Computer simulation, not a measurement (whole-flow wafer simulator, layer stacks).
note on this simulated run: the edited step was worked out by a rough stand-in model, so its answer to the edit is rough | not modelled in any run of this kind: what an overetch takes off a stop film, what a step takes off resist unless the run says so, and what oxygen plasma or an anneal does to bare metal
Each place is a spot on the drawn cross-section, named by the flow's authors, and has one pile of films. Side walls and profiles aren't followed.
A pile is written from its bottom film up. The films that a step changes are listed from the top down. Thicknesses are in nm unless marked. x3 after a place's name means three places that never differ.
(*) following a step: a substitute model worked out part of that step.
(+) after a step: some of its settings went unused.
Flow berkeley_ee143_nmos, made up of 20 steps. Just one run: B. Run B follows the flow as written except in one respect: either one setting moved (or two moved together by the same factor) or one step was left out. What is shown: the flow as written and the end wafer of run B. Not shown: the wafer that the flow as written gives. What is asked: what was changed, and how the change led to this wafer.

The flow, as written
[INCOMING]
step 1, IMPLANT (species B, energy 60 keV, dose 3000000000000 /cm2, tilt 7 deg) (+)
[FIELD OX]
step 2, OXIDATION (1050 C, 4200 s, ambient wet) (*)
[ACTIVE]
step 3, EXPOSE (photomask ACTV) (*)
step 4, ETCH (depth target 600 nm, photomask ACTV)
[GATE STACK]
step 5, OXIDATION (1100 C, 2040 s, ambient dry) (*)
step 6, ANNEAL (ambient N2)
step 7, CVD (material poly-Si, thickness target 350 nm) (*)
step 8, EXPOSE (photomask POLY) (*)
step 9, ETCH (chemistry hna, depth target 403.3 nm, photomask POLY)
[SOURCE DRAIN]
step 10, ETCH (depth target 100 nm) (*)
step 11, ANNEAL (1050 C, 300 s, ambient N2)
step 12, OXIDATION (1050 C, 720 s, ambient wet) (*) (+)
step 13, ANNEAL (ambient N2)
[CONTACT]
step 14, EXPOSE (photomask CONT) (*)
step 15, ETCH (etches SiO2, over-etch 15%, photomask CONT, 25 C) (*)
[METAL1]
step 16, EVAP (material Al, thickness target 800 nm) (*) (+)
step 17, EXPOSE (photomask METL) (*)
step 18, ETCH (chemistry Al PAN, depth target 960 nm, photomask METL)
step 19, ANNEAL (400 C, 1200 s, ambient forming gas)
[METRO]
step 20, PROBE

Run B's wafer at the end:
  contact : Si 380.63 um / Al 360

The reason: step 16, EVAP: thickness target 360 nm was run, whereas the flow has thickness target 800 nm.
The wafer lets one read it off: contact has Al 360, and step 16 as written asks for 800 nm.

How this came from the change, step by step:
  step 16, EVAP (material Al, thickness target 800 nm) (*) (+)
      gate, sd, contact, field: Al gains 360 (new film) (it would be, as written: Al gains 800 (new film))
  step 18, ETCH (chemistry Al PAN, depth target 960 nm, photomask METL)
      gate, sd, field: Al loses 360 (all of it) (it would be, as written: Al loses 800 (all of it))
